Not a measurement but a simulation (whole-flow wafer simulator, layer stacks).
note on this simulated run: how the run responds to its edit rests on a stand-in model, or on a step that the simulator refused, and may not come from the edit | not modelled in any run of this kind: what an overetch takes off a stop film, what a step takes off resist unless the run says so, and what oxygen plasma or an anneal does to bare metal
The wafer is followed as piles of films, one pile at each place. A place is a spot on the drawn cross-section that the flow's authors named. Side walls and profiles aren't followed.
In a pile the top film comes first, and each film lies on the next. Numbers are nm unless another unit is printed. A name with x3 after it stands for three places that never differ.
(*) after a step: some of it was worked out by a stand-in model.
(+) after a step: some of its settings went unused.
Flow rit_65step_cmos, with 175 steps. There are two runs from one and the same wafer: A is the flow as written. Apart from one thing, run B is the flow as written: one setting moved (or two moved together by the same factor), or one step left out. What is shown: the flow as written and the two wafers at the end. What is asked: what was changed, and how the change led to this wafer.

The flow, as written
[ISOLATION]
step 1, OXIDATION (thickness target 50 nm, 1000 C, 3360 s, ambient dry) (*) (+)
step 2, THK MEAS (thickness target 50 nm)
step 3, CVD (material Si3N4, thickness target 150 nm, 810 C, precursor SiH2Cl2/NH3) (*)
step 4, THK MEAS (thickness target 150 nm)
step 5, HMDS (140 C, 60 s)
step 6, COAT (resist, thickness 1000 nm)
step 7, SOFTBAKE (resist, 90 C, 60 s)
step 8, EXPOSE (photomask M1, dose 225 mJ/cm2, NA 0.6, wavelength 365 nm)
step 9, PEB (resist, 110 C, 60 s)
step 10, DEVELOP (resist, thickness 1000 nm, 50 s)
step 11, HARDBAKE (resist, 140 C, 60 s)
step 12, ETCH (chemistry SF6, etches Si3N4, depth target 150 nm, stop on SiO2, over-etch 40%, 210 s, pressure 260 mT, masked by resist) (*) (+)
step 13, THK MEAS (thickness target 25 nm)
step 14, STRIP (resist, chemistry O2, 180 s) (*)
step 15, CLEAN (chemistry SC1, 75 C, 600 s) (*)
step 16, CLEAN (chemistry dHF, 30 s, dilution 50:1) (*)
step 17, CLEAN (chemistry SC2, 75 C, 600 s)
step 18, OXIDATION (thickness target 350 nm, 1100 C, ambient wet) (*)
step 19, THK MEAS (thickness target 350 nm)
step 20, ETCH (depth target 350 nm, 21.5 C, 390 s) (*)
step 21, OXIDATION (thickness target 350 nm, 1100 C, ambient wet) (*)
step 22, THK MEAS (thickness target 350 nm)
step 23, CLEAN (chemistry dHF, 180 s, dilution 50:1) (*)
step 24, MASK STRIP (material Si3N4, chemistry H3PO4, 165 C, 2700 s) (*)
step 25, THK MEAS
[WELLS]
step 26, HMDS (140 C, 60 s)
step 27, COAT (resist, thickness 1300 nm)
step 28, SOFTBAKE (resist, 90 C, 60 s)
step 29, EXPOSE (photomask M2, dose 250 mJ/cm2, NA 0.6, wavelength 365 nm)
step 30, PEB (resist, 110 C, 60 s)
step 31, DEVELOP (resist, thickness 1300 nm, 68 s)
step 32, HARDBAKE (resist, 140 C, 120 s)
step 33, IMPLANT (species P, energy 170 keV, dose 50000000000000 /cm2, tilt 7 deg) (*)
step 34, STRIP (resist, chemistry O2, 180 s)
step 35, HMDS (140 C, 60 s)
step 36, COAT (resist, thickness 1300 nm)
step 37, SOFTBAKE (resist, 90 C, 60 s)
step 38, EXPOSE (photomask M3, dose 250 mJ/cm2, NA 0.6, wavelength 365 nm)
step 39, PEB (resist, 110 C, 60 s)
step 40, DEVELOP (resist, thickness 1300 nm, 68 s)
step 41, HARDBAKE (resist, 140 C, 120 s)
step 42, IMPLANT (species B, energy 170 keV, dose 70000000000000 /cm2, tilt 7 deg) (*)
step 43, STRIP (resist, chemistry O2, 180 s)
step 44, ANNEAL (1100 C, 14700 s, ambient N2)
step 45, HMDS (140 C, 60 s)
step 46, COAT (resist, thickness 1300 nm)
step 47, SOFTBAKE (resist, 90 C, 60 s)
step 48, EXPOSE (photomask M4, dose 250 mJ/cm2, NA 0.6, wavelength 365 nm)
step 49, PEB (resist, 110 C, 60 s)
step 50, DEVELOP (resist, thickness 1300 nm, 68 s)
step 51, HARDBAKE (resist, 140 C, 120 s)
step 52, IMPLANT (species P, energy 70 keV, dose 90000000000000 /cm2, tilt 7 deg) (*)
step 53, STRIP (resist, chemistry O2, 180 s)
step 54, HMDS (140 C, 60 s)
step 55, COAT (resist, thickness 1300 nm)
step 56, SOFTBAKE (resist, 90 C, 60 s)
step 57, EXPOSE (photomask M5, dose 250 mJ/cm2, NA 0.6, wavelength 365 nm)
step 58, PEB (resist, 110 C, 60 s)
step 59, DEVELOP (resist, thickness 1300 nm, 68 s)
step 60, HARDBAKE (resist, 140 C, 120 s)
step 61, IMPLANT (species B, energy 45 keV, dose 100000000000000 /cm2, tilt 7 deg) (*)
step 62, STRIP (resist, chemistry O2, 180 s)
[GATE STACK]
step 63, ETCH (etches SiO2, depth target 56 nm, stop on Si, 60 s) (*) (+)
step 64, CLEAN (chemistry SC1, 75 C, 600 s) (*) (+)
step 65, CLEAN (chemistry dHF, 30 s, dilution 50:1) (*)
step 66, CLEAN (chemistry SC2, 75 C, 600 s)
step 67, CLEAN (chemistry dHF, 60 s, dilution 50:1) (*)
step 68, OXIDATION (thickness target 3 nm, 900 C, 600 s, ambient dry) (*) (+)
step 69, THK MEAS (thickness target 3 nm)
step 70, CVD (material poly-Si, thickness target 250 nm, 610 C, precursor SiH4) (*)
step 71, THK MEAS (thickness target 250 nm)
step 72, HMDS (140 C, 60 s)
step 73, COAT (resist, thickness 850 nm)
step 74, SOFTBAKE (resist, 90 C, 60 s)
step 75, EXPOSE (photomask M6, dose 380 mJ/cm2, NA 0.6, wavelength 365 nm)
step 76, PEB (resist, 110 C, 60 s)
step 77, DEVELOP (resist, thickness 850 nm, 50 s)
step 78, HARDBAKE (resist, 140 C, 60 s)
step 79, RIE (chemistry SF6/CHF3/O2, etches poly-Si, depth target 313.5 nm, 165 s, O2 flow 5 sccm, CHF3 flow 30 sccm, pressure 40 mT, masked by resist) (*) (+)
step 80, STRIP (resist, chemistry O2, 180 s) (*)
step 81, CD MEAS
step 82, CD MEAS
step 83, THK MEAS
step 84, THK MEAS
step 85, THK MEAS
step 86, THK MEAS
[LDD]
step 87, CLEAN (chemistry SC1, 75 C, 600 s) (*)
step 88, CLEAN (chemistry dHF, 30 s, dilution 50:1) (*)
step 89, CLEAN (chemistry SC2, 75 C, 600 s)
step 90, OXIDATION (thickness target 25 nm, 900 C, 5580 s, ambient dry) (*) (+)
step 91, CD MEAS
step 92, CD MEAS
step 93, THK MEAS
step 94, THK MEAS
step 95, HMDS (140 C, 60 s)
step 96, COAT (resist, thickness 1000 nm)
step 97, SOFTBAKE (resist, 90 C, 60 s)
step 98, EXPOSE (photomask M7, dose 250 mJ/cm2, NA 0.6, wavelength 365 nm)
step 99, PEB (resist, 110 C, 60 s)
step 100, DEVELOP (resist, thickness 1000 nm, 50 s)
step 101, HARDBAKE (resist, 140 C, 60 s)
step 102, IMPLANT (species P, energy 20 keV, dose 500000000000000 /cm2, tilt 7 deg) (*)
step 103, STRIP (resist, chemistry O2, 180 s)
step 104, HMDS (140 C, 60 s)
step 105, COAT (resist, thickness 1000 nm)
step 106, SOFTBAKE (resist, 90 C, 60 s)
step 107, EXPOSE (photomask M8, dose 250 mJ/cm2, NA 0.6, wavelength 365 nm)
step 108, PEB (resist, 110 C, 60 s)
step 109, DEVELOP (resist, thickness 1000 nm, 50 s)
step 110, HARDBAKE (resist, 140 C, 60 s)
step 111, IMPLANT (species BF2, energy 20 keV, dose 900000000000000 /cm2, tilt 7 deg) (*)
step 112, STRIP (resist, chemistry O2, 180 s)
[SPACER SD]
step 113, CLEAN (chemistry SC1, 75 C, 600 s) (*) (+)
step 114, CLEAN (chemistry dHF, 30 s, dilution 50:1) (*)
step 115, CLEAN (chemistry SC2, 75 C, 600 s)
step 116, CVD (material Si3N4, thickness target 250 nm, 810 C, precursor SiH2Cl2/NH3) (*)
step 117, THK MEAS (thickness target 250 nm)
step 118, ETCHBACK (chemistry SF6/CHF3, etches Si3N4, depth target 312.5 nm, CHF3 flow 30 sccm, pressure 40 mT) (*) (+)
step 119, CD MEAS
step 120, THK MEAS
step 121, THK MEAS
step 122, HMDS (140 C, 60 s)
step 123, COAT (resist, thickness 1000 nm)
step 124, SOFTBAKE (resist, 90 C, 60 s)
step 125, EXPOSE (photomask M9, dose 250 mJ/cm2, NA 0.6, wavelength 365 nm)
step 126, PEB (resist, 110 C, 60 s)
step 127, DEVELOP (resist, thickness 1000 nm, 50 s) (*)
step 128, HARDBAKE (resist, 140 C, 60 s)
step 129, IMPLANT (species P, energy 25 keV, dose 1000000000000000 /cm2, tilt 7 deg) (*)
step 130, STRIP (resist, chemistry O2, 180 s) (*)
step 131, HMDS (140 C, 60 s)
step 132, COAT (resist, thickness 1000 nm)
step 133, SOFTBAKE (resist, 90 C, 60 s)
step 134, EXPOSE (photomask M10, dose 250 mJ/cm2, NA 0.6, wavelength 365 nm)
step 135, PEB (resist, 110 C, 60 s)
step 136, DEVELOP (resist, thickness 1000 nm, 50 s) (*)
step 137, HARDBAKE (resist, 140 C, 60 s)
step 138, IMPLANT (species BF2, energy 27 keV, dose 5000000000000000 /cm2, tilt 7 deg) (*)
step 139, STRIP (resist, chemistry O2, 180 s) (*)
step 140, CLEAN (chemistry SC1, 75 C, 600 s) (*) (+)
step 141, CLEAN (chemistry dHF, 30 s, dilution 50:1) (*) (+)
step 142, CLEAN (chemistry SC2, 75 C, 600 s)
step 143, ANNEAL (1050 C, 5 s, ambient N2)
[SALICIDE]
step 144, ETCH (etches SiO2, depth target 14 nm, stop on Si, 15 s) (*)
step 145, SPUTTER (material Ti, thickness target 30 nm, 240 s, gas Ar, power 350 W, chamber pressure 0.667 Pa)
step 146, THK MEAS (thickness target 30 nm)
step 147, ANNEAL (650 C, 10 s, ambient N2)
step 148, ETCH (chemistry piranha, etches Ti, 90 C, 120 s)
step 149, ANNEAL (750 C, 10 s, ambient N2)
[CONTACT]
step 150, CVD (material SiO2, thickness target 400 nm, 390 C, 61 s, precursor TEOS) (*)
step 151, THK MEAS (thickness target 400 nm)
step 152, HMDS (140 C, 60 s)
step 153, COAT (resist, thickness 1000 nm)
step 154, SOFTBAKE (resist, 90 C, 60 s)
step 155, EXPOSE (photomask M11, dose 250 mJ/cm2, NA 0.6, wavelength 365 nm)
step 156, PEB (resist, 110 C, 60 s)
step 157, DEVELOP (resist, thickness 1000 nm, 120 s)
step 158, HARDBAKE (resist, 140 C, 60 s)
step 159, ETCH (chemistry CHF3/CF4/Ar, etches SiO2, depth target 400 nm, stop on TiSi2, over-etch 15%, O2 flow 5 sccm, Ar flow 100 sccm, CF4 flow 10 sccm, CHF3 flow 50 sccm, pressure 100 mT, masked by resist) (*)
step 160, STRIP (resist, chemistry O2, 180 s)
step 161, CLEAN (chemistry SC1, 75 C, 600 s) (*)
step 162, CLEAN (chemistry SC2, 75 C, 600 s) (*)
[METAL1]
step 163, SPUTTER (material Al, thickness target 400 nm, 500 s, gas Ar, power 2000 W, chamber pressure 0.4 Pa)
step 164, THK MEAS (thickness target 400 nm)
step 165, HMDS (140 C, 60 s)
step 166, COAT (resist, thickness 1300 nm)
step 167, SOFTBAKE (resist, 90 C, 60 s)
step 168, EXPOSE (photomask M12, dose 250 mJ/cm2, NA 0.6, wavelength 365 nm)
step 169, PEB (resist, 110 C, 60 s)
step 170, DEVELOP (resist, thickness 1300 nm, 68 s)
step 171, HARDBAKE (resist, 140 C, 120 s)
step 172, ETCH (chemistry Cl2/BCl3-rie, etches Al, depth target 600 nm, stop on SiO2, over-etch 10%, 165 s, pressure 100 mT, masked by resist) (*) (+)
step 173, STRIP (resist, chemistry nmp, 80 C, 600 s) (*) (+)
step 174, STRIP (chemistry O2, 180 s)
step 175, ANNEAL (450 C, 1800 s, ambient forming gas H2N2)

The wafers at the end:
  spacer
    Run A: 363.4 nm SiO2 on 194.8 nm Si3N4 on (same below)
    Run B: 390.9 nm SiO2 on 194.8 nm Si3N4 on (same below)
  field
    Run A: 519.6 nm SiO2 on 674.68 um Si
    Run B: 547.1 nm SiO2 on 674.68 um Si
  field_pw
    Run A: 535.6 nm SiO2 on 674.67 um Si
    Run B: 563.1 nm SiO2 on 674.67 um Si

Cause: step 163, SPUTTER: thickness target 620 nm was run, though the flow has thickness target 400 nm.

How this came from the change, step by step:
  step 163, SPUTTER (material Al, thickness target 400 nm, 500 s, gas Ar, power 2000 W, chamber pressure 0.4 Pa)
      field, field_pw, field_p, spacer, spacer_p: A Al gains 400 (new film) | B Al gains 620 (new film)
      gate_n, gate_p: A Al gains 396 (new film) | B Al gains 562.8 (new film)
      (also at 1 further place)
  step 166, COAT (resist, thickness 1300 nm)
      gate_n: A resist gains 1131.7 (new film) | B resist gains 1187.5 (new film)
      gate_p: A resist gains 1135.6 (new film) | B resist gains 1190.8 (new film)
  step 169, PEB (resist, 110 C, 60 s)
      gate_n: A resist loses 59.1 | B resist loses 62.2
      gate_p: A resist loses 59.3 | B resist loses 62.4
  step 170, DEVELOP (resist, thickness 1300 nm, 68 s)
      gate_n: A resist loses 1072.6 (all of it) | B resist loses 1125.3 (all of it)
      gate_p: A resist loses 1076.3 (all of it) | B resist loses 1128.4 (all of it)
  step 172, ETCH (chemistry Cl2/BCl3-rie, etches Al, depth target 600 nm, stop on SiO2, over-etch 10%, 165 s, pressure 100 mT, masked by resist) (*) (+)
      field, field_pw, field_p, spacer, spacer_p: A Al loses 400 (all of it), SiO2 loses 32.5 | B Al loses 620 (all of it), SiO2 loses 5
      gate_n, gate_p: A Al loses 396 (all of it), SiO2 loses 33 | B Al loses 562.8 (all of it), SiO2 loses 12.1
      (also at 1 further place)
